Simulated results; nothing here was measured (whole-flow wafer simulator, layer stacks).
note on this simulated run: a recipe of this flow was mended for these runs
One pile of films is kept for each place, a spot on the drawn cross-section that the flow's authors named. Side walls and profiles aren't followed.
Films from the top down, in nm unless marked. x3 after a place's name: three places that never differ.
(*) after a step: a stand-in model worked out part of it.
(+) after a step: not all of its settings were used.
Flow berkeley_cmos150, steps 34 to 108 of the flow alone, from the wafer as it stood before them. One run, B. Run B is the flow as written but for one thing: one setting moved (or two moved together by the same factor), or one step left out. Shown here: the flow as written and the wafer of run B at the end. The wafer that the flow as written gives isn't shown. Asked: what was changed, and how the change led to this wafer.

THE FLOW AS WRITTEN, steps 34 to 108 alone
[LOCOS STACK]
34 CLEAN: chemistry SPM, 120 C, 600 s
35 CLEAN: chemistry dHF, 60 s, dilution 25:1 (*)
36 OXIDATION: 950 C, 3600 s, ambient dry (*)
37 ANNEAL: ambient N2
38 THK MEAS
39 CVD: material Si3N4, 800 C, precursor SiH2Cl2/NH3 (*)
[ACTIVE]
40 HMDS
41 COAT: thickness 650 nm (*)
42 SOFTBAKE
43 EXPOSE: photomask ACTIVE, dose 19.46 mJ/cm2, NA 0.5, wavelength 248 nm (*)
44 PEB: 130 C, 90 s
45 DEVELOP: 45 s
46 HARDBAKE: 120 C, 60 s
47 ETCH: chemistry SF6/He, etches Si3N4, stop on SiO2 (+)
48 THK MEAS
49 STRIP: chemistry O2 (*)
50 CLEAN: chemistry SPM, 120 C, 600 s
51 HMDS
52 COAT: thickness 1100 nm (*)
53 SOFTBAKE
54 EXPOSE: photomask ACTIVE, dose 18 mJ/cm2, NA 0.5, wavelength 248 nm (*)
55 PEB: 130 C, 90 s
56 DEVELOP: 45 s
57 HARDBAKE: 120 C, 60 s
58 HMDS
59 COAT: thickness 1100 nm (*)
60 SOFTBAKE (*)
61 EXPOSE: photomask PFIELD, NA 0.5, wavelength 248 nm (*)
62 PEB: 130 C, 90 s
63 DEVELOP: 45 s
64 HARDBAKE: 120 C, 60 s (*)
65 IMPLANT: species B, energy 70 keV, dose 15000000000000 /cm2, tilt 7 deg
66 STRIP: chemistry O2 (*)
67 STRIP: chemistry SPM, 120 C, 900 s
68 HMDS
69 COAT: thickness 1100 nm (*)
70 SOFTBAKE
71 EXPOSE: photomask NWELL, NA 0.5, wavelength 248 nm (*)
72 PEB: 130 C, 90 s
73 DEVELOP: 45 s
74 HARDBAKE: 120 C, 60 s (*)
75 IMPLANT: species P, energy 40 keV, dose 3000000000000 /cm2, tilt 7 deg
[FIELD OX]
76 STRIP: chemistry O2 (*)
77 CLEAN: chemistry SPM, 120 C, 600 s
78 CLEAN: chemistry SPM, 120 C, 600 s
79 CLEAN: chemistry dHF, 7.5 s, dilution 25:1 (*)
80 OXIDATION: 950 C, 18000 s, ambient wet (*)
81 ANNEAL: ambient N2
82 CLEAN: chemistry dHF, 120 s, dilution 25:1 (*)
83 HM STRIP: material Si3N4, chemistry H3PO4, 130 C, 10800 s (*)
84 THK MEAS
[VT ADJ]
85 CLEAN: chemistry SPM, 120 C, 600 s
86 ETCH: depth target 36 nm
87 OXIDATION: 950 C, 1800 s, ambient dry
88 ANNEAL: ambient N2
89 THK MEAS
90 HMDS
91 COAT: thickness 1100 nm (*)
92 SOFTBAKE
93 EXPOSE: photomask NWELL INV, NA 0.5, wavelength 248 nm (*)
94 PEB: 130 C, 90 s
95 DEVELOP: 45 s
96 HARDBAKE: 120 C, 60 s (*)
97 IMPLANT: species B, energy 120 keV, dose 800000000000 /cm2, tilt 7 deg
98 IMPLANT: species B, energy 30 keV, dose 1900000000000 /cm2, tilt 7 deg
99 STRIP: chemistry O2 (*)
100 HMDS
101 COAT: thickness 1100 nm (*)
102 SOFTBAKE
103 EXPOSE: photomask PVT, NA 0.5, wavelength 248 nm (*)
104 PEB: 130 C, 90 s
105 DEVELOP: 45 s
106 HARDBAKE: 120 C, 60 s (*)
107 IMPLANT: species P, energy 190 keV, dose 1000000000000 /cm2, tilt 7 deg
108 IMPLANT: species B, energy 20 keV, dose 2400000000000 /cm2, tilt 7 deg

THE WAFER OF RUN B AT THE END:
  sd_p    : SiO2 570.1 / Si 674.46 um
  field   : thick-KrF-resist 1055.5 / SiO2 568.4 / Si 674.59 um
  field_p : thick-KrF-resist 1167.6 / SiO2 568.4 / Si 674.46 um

The cause: step 39, CVD: 560 C was run, where the flow has 800 C.

How the change led to this, step by step:
  39 CVD: material Si3N4, 800 C, precursor SiH2Cl2/NH3 (*)
      field, field_p, sd_n, gate_n, sd_p, gate_p, contact, m1: Si3N4 +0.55 (new film) (as written it would be: Si3N4 +106 (new film))
  47 ETCH: chemistry SF6/He, etches Si3N4, stop on SiO2 (+)
      sd_n, gate_n, sd_p, gate_p, contact, m1: KrF-resist -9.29 (as written it would be: KrF-resist -124)
      field, field_p: Si3N4 -0.55 (all of it), SiO2 -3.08 (as written it would be: Si3N4 -106 (all of it), SiO2 -3.08)
  49 STRIP: chemistry O2 (*)
      sd_n: KrF-resist -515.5 (all of it) (as written it would be: KrF-resist -400.9 (all of it))
      gate_n: KrF-resist -523.9 (all of it) (as written it would be: KrF-resist -409.3 (all of it))
      (and at 4 more places)
  52 COAT: thickness 1100 nm (*)
      field_p: thick-KrF-resist +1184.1 (new film) (as written it would be: thick-KrF-resist +1219.5 (new film))
      sd_n: thick-KrF-resist +1079.8 (new film) (as written it would be: thick-KrF-resist +1019.1 (new film))
      (and at 5 more places)
  56 DEVELOP: 45 s
      field_p: thick-KrF-resist -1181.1 (all of it) (as written it would be: thick-KrF-resist -1216.4 (all of it))
  57 HARDBAKE: 120 C, 60 s
      sd_n: thick-KrF-resist -164.9 (as written it would be: thick-KrF-resist -155.7)
      gate_n: thick-KrF-resist -166.3 (as written it would be: thick-KrF-resist -158.8)
      (and at 4 more places)
  59 COAT: thickness 1100 nm (*)
      sd_n: thick-KrF-resist +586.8 (as written it would be: thick-KrF-resist +562)
      gate_n: thick-KrF-resist +696.7 (as written it would be: thick-KrF-resist +669.9)
      (and at 4 more places)
  66 STRIP: chemistry O2 (*)
      sd_n: thick-KrF-resist -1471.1 (all of it) (as written it would be: thick-KrF-resist -1395.2 (all of it))
      gate_n: thick-KrF-resist -1588.1 (all of it) (as written it would be: thick-KrF-resist -1520.2 (all of it))
      (and at 4 more places)
  69 COAT: thickness 1100 nm (*)
      field_p: thick-KrF-resist +1184.1 (new film) (as written it would be: thick-KrF-resist +1219.5 (new film))
      sd_n: thick-KrF-resist +1079.8 (new film) (as written it would be: thick-KrF-resist +1019.1 (new film))
      (and at 5 more places)
  73 DEVELOP: 45 s
      field_p: thick-KrF-resist -1181.1 (all of it) (as written it would be: thick-KrF-resist -1216.4 (all of it))
      sd_p: thick-KrF-resist -1163.1 (all of it) (as written it would be: thick-KrF-resist -1108.9 (all of it))
      (and at 1 more place)
  76 STRIP: chemistry O2 (*)
      sd_n: thick-KrF-resist -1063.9 (all of it) (as written it would be: thick-KrF-resist -1003.4 (all of it))
      gate_n: thick-KrF-resist -1072.5 (all of it) (as written it would be: thick-KrF-resist -1023.9 (all of it))
      (and at 2 more places)
  79 CLEAN: chemistry dHF, 7.5 s, dilution 25:1 (*)
      sd_n, gate_n, contact, m1: Si3N4 -0.55 (all of it) (as written it would be: Si3N4 -0.33)
      sd_p, gate_p: Si3N4 -0.55 (all of it) (as written it would be: Si3N4 -0.53)
  80 OXIDATION: 950 C, 18000 s, ambient wet (*)
      gate_n, sd_p, gate_p, contact, m1: SiO2 +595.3, Si -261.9 (as written it would be: SiO2 +10.3 (new film), Si3N4 -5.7)
      sd_n: SiO2 +595.3, Si -261.9 (as written it would be: SiO2 +10.3 (new film), Si3N4 -5.7, SiO2 +34.7, Si -15.4)
  82 CLEAN: chemistry dHF, 120 s, dilution 25:1 (*)
      sd_n, gate_n, sd_p, gate_p, contact, m1: SiO2 -23 (as written it would be: SiO2 -10.3 (all of it), Si3N4 -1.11)
  83 HM STRIP: material Si3N4, chemistry H3PO4, 130 C, 10800 s (*)
      sd_n, gate_n, contact, m1: nothing (as written it would be: Si3N4 -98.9 (all of it), SiO2 -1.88)
      field, field_p: nothing (as written it would be: SiO2 -2.72)
      (and at 2 more places)
  86 ETCH: depth target 36 nm
      gate_n, sd_p, gate_p, contact, m1: SiO2 -36 (as written it would be: SiO2 -29.6 (all of it))
  ... 5 more steps ...
  105 DEVELOP: 45 s
      sd_p: thick-KrF-resist -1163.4 (all of it) (as written it would be: thick-KrF-resist -1314 (all of it))
      gate_p: thick-KrF-resist -1160.3 (all of it) (as written it would be: thick-KrF-resist -1288.3 (all of it))
